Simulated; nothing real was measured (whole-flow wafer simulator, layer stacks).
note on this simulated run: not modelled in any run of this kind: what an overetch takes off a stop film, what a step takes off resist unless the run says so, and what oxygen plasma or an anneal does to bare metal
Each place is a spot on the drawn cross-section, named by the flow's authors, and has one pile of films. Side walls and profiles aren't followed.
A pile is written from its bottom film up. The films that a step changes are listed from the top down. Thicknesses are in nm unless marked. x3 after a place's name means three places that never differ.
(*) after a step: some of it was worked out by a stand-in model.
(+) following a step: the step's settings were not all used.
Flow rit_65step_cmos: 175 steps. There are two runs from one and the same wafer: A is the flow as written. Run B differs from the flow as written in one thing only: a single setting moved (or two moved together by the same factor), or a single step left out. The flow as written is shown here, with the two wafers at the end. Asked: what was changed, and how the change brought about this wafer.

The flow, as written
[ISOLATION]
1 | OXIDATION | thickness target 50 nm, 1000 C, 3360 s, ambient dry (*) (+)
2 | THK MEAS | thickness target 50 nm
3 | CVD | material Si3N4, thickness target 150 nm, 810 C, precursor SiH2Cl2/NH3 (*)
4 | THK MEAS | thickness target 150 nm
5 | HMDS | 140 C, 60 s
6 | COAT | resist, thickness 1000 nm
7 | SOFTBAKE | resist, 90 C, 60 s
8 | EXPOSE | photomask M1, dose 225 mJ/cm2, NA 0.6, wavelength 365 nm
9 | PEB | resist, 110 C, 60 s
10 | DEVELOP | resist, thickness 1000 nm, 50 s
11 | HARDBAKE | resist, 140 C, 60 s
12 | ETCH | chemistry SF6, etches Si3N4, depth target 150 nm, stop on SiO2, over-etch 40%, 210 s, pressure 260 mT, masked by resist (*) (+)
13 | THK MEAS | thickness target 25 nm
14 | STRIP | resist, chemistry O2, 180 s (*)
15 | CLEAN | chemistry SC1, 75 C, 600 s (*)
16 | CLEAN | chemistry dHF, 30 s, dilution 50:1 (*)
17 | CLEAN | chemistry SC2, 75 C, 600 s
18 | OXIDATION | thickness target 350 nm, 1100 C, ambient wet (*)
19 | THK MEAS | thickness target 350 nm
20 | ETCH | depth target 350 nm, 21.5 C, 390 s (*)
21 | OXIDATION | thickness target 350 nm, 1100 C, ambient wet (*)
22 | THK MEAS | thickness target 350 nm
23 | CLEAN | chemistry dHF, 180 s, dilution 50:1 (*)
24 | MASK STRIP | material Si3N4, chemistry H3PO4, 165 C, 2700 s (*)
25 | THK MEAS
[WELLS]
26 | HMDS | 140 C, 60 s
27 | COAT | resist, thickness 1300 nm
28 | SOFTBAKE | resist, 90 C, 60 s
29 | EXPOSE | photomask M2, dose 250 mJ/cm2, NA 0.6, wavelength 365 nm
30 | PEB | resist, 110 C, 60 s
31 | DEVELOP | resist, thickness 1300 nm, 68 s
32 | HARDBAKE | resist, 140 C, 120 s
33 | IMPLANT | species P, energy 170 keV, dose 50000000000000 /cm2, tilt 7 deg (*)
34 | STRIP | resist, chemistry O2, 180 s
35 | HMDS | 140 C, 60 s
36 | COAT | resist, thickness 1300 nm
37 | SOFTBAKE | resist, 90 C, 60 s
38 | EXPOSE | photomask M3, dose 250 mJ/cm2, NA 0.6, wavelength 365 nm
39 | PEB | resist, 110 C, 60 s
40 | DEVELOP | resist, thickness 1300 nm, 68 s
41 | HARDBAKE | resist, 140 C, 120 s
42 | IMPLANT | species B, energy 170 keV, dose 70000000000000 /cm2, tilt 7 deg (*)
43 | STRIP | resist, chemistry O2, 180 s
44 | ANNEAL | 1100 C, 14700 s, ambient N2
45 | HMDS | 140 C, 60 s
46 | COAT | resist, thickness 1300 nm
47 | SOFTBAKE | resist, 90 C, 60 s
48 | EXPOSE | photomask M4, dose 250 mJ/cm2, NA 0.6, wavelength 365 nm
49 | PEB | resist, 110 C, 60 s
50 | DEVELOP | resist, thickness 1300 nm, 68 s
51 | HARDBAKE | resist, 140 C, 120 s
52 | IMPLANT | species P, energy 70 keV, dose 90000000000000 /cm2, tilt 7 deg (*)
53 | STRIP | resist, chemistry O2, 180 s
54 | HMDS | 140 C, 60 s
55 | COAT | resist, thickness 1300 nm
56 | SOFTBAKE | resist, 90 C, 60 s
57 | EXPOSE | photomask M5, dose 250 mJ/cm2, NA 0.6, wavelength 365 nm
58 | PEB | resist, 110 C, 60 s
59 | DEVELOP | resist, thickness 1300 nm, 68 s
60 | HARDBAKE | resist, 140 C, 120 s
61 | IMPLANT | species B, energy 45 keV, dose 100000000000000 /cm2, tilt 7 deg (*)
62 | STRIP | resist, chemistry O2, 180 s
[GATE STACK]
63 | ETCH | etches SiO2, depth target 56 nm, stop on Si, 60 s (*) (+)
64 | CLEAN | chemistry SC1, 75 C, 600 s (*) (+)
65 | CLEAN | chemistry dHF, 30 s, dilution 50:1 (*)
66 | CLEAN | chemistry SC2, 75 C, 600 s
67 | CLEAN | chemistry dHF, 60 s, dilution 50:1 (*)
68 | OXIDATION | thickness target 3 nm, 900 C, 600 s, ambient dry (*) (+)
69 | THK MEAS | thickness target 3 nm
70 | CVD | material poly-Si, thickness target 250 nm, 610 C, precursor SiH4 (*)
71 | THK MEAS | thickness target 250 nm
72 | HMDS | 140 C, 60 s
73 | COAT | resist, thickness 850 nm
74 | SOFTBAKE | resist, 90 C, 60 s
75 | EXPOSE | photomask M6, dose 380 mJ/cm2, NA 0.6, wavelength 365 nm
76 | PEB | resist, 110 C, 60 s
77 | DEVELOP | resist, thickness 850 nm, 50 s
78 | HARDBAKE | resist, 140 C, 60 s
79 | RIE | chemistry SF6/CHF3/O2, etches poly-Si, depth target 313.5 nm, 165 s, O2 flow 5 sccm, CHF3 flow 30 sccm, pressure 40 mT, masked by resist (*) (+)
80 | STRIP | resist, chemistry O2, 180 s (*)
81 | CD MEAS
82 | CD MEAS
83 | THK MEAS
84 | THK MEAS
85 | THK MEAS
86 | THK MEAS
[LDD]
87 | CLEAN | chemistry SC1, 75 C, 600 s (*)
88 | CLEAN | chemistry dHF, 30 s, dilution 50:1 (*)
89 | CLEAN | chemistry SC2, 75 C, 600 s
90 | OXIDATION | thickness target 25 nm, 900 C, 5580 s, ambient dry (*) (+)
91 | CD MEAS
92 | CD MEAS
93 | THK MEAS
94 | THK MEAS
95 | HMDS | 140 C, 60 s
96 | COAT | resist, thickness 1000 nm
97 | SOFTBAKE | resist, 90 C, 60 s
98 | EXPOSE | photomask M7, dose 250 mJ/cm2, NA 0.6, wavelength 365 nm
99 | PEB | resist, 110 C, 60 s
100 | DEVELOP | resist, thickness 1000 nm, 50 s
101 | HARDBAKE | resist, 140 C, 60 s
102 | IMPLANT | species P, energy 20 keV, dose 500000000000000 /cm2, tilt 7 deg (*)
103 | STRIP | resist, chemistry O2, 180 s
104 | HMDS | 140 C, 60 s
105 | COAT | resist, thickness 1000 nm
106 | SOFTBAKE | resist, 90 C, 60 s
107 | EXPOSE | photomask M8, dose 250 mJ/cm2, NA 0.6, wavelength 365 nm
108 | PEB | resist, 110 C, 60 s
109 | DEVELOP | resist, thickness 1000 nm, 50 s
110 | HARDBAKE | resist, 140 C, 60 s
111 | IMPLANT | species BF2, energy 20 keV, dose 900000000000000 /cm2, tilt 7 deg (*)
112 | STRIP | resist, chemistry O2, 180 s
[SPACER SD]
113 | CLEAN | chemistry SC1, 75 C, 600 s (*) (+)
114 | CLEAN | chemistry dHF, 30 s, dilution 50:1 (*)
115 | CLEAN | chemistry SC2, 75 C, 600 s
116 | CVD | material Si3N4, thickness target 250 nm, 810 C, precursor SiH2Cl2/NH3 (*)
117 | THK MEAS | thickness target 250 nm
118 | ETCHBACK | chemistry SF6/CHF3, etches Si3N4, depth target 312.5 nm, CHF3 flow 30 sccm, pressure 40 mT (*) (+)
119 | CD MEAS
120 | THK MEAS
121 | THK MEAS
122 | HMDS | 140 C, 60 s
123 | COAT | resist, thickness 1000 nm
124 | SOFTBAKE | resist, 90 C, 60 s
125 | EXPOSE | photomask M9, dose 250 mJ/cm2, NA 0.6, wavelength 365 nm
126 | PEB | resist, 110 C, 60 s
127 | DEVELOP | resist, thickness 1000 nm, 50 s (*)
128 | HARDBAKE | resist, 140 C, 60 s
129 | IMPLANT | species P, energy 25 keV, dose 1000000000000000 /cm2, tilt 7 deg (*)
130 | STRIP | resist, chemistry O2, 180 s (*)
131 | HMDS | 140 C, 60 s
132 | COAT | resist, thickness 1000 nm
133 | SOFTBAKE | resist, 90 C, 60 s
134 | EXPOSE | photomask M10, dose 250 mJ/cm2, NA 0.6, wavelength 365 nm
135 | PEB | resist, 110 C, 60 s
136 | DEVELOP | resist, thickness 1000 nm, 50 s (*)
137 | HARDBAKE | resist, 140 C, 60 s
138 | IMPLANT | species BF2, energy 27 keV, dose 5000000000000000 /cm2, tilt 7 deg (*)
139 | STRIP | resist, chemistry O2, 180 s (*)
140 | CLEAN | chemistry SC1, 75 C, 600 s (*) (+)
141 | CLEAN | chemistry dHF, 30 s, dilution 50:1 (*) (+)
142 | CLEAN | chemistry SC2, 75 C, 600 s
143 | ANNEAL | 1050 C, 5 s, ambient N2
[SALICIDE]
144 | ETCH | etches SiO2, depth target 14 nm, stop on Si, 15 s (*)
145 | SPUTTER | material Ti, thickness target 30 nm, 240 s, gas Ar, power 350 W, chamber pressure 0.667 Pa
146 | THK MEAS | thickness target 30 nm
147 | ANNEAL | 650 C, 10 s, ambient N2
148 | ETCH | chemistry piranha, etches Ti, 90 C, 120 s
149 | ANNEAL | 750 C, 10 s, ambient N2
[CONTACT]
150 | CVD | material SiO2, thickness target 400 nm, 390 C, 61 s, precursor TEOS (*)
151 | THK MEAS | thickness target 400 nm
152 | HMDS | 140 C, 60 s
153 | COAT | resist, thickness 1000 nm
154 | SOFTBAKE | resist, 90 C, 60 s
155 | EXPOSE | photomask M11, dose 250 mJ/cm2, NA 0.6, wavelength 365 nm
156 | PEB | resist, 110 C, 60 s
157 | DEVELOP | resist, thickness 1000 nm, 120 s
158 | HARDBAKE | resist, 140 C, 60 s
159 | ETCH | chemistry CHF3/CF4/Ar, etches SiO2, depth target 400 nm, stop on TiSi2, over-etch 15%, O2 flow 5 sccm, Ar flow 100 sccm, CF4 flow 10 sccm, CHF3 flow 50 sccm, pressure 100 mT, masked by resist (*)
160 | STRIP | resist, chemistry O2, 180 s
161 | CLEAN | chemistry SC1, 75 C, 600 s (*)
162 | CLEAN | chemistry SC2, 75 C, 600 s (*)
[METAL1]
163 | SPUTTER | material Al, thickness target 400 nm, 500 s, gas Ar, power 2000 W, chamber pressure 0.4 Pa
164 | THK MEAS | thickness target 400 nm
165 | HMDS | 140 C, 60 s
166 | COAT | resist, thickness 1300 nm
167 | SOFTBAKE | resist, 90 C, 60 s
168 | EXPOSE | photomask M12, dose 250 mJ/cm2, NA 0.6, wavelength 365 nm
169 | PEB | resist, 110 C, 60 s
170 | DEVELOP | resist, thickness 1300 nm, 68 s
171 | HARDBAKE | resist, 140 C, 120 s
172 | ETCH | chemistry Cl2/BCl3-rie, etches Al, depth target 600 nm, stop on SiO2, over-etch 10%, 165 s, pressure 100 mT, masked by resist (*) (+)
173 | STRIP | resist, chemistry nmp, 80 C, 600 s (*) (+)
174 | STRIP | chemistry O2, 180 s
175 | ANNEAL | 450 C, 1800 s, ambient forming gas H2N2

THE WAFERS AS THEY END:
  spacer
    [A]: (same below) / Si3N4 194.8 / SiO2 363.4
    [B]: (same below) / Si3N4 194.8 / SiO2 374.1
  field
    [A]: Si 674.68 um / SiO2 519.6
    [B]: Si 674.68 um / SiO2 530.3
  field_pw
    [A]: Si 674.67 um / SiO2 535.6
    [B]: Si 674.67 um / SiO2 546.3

The reason: step 163, SPUTTER: power 2428 W was run, whereas the flow has power 2000 W.

Step by step, how the change led to this:
  163 | SPUTTER | material Al, thickness target 400 nm, 500 s, gas Ar, power 2000 W, chamber pressure 0.4 Pa
      field, field_pw, field_p, spacer, spacer_p: A +400 Al (new film) | B +485.6 Al (new film)
      gate_n, gate_p: A +396 Al (new film) | B +475.4 Al (new film)
      (as well as at 1 more place)
  172 | ETCH | chemistry Cl2/BCl3-rie, etches Al, depth target 600 nm, stop on SiO2, over-etch 10%, 165 s, pressure 100 mT, masked by resist (*) (+)
      field, field_pw, field_p, spacer, spacer_p: A -400 Al (all of it), -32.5 SiO2 | B -485.6 Al (all of it), -21.8 SiO2
      gate_n, gate_p: A -396 Al (all of it), -33 SiO2 | B -475.4 Al (all of it), -23.1 SiO2
      (as well as at 1 more place)
